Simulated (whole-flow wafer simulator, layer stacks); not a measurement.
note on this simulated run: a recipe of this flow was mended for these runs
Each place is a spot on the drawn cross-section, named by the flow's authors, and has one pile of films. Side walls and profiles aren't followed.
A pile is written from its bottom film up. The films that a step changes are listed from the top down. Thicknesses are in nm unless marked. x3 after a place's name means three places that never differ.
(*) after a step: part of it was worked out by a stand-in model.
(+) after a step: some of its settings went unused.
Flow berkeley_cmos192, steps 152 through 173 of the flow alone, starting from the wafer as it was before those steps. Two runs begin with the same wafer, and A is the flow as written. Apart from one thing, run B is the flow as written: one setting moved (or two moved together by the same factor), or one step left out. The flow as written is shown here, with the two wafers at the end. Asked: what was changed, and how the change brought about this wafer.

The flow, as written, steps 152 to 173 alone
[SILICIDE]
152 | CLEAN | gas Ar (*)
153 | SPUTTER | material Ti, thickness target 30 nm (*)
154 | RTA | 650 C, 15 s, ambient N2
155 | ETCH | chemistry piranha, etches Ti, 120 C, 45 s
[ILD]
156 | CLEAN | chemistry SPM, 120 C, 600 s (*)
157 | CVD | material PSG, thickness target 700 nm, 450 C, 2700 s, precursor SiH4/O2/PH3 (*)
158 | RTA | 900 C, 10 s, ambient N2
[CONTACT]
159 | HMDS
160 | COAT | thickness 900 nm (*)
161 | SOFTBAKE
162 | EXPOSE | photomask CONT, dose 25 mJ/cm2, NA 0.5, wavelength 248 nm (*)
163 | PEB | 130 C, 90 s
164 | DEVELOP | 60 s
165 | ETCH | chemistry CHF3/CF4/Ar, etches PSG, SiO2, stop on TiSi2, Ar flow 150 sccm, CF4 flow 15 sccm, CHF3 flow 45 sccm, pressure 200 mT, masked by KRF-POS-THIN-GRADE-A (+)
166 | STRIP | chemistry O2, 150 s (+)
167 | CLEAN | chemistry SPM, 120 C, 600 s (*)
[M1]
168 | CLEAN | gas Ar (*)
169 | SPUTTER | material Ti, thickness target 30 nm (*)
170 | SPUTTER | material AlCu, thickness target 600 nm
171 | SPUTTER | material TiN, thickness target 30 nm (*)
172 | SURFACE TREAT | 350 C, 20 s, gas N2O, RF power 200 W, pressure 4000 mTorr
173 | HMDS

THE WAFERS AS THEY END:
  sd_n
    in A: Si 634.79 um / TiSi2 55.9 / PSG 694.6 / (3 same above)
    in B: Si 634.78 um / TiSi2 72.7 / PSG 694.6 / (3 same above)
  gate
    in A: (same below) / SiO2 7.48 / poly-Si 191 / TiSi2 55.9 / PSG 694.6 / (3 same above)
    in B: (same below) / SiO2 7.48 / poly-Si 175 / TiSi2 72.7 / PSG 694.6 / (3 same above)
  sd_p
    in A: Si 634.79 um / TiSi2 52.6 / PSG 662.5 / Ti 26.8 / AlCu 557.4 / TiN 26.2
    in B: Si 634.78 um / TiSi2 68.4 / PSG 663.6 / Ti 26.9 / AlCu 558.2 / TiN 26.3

The reason: step 153, SPUTTER: thickness target 39 nm was run, while the flow as written has thickness target 30 nm.

Step by step, how the change led to this:
  153 | SPUTTER | material Ti, thickness target 30 nm (*)
      field, sd_n, spacer_n, gate, spacer_p, gate_p, contact, m1: A Ti gains 30 (new film) | B Ti gains 39 (new film)
      sd_p: A Ti gains 28.2 (new film) | B Ti gains 36.7 (new film)
  154 | RTA | 650 C, 15 s, ambient N2
      sd_n, contact, m1: A Ti loses 23.4, TiSi first gains 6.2 (new film), TiSi2 C49 gains 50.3 (new film), Si loses 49 | B Ti loses 30.4, TiSi first gains 25.8 (new film), TiSi2 C49 gains 39.1 (new film), Si loses 51.9
      gate, gate_p: A Ti loses 23.4, TiSi first gains 6.2 (new film), TiSi2 C49 gains 50.3 (new film), poly-Si loses 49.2 | B Ti loses 30.4, TiSi first gains 25.8 (new film), TiSi2 C49 gains 39.1 (new film), poly-Si loses 52.1
      (also at 1 further place)
  155 | ETCH | chemistry piranha, etches Ti, 120 C, 45 s
      sd_n, gate, gate_p, contact, m1: A Ti loses 6.6 (all of it), TiSi first loses 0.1 | B Ti loses 8.58 (all of it), TiSi first loses 0.1
      field, spacer_n, spacer_p: A Ti loses 30 (all of it) | B Ti loses 39 (all of it)
      (also at 1 further place)
  158 | RTA | 900 C, 10 s, ambient N2
      sd_n, contact, m1: A under 1 film: TiSi2 gains 55.9 (new film), TiSi first loses 6.09 (all of it), TiSi2 C49 loses 50.3 (all of it), Si loses 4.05 | B under 1 film: TiSi2 gains 72.7 (new film), TiSi first loses 25.7 (all of it), TiSi2 C49 loses 39.1 (all of it), Si loses 17
      gate, gate_p: A under 1 film: TiSi2 gains 55.9 (new film), TiSi first loses 6.09 (all of it), TiSi2 C49 loses 50.3 (all of it), poly-Si loses 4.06 | B under 1 film: TiSi2 gains 72.7 (new film), TiSi first loses 25.7 (all of it), TiSi2 C49 loses 39.1 (all of it), poly-Si loses 17.1
      (also at 1 further place)
